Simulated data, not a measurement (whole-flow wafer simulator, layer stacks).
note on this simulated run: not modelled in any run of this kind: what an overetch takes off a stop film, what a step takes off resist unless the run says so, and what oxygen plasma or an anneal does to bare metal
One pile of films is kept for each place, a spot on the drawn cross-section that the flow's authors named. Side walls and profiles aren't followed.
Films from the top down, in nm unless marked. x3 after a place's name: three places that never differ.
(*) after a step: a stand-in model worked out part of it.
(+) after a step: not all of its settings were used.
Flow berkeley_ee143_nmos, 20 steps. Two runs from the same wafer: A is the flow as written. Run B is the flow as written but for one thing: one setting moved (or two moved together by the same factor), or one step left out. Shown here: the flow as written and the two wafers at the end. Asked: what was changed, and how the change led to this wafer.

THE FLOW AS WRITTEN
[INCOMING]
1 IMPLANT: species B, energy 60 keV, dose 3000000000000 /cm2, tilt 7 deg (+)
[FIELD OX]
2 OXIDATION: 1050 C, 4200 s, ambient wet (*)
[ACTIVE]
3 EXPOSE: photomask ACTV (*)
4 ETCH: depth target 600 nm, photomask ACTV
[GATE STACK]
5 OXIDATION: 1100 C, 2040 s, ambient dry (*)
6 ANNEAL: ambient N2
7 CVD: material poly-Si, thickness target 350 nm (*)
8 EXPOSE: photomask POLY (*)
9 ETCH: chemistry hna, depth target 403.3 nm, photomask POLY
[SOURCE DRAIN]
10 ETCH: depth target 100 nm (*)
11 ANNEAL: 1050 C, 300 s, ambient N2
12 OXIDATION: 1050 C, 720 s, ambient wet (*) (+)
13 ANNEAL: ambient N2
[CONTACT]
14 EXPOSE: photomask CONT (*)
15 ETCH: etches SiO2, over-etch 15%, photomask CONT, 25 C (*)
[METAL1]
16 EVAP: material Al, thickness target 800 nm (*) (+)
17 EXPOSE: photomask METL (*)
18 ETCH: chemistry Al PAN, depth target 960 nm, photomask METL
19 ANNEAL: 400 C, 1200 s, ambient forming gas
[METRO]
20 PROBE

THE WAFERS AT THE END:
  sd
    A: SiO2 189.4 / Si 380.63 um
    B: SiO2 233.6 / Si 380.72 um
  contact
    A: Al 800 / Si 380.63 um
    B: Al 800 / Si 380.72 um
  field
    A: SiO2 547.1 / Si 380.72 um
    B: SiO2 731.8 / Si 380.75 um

The cause: step 9, ETCH: depth target 282.3 nm was run, where the flow has depth target 403.3 nm.

How the change led to this, step by step:
  9 ETCH: chemistry hna, depth target 403.3 nm, photomask POLY
      sd, contact, field: A poly-Si -350 (all of it) | B poly-Si -282.3
  10 ETCH: depth target 100 nm (*)
      sd, contact: A SiO2 -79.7 (all of it) | B nothing
      field: A SiO2 -100 | B nothing
  12 OXIDATION: 1050 C, 720 s, ambient wet (*) (+)
      sd, contact: A SiO2 +189.4 (new film), Si -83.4 | B poly-Si -67.7 (all of it), SiO2 +153.9
      field: A SiO2 +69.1, Si -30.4 | B poly-Si -67.7 (all of it), SiO2 +153.9
  15 ETCH: etches SiO2, over-etch 15%, photomask CONT, 25 C (*)
      contact: A SiO2 -189.4 (all of it) | B SiO2 -233.6 (all of it)
